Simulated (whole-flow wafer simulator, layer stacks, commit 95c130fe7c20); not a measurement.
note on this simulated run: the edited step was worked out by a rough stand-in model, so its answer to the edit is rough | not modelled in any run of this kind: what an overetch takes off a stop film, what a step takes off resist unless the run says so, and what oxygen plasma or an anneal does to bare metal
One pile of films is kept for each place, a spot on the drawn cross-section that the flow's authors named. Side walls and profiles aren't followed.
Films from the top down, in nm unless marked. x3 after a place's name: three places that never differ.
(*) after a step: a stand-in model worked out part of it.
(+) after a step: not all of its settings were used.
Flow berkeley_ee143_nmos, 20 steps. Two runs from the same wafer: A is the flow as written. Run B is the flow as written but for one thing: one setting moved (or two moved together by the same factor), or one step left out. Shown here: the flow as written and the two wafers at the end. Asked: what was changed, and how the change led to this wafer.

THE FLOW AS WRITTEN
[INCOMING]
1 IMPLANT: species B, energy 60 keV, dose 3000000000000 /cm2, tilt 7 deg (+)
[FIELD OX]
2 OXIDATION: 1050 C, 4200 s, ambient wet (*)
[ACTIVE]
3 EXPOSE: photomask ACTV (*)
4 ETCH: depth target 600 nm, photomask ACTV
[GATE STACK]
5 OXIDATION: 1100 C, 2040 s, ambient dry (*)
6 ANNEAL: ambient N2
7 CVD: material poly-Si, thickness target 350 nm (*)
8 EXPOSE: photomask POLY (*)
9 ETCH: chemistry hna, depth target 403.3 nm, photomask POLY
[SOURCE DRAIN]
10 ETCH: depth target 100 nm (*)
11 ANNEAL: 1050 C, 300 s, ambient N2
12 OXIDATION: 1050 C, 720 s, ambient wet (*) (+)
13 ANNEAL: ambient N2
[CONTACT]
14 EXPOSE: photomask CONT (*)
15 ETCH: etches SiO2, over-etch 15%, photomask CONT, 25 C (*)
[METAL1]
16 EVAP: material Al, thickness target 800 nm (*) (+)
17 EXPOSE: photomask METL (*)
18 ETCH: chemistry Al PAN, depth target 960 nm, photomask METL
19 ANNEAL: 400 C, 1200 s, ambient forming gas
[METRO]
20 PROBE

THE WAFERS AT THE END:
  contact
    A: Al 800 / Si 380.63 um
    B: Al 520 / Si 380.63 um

The cause: step 16, EVAP: thickness target 520 nm was run, where the flow has thickness target 800 nm.
It can be read off the wafer: contact has Al 520, and step 16 as written asks for 800 nm.

How the change led to this, step by step:
  16 EVAP: material Al, thickness target 800 nm (*) (+)
      gate, sd, contact, field: A Al +800 (new film) | B Al +520 (new film)
  18 ETCH: chemistry Al PAN, depth target 960 nm, photomask METL
      gate, sd, field: A Al -800 (all of it) | B Al -520 (all of it)
